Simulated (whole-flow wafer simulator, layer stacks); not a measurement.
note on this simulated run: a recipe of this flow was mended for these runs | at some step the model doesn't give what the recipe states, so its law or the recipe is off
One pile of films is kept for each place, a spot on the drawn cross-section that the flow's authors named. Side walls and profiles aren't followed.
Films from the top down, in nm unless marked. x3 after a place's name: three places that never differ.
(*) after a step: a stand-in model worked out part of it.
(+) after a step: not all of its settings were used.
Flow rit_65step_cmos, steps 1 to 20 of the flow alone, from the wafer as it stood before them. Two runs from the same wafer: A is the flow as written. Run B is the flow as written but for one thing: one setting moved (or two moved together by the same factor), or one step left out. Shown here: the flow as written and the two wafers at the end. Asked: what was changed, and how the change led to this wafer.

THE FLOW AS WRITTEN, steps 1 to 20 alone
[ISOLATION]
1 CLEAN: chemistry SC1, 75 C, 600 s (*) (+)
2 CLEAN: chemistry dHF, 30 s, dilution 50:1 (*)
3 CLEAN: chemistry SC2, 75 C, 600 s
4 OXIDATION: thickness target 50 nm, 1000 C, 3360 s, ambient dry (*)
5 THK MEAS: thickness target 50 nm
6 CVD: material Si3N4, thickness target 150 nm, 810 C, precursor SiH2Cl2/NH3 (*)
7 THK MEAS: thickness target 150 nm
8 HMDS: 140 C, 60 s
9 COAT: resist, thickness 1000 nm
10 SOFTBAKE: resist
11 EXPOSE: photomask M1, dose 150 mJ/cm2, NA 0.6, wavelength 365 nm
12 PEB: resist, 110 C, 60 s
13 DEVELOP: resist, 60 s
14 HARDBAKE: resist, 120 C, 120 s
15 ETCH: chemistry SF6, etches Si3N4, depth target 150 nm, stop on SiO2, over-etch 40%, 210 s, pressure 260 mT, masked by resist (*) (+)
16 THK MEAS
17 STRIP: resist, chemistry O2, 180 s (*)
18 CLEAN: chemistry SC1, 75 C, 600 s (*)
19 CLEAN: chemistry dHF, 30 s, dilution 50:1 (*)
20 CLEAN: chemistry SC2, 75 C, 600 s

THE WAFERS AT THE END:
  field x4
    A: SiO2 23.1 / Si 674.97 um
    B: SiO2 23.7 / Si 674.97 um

The cause: step 18, CLEAN: 442 s was run, where the flow has 600 s.

How the change led to this, step by step:
  18 CLEAN: chemistry SC1, 75 C, 600 s (*)
      field x4: A SiO2 -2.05 | B SiO2 -1.51
